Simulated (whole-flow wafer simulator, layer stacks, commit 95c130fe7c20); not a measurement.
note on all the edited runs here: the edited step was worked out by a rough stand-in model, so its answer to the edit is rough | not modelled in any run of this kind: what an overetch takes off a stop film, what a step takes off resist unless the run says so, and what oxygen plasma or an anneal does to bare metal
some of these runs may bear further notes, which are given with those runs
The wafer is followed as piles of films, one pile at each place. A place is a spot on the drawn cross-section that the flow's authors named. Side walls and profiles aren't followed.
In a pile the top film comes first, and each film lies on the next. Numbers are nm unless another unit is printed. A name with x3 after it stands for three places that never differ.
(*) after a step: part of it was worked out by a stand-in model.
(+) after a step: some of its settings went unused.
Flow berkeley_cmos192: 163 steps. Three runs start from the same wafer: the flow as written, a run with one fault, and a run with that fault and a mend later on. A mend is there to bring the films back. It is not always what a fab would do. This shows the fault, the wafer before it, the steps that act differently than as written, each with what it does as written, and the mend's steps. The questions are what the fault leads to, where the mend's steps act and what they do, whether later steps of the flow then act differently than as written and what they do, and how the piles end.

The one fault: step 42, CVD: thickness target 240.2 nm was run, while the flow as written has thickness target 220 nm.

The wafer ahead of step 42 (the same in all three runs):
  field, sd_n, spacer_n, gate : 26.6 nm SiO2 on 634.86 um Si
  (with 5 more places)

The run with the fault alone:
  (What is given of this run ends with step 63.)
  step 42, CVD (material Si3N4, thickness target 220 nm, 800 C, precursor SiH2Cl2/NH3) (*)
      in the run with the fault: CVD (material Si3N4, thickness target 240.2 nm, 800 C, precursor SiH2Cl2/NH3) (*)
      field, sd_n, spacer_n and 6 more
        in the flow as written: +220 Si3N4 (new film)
        in the run with the fault: +240.2 Si3N4 (new film)
  Steps later in the flow that act otherwise than as written (5 other steps are not shown; they differ only slightly, by no more than 2% or 0.5 nm, whichever is larger):
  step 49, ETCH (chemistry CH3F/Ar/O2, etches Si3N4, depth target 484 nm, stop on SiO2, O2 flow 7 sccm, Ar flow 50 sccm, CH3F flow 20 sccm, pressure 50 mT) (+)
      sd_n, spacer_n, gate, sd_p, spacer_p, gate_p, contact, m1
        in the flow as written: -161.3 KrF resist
        in the run with the fault: -174.8 KrF resist
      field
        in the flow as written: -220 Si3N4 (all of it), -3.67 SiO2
        in the run with the fault: -240.2 Si3N4 (all of it), -3.67 SiO2
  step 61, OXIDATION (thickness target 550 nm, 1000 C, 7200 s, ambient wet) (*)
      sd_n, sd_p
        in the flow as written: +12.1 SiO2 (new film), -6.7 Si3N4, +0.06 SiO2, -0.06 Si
        in the run with the fault: +12.1 SiO2 (new film), -6.7 Si3N4
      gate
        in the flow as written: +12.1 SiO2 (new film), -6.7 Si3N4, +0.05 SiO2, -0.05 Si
        in the run with the fault: +12.1 SiO2 (new film), -6.7 Si3N4
  After step 63, at sd_n, spacer_n, gate, sd_p, spacer_p, gate_p, contact, m1, the piles differ from the flow's by more than 2% or 0.5 nm, whichever is larger.
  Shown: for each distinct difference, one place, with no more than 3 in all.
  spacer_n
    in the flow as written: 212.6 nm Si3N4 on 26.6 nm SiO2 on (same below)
    in the run with the fault: 232.8 nm Si3N4 on 26.6 nm SiO2 on (same below)
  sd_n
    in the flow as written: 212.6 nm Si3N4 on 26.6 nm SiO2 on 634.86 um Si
    in the run with the fault: 232.8 nm Si3N4 on 26.6 nm SiO2 on 634.86 um Si

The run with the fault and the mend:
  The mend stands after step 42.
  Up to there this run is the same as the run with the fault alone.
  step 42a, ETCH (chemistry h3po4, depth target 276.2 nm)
      field, sd_n, spacer_n and 6 more
        -240.2 Si3N4 (all of it)
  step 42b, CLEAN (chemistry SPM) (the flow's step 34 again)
      leaves every film unchanged at each place that is followed
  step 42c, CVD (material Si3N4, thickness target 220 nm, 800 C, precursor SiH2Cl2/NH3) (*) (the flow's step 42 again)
      field, sd_n, spacer_n and 6 more
        +220 Si3N4 (new film)
  None of the later steps of the flow acts differently than as written at any place that is followed.
  At every place that both follow, the piles at the end match the flow's.
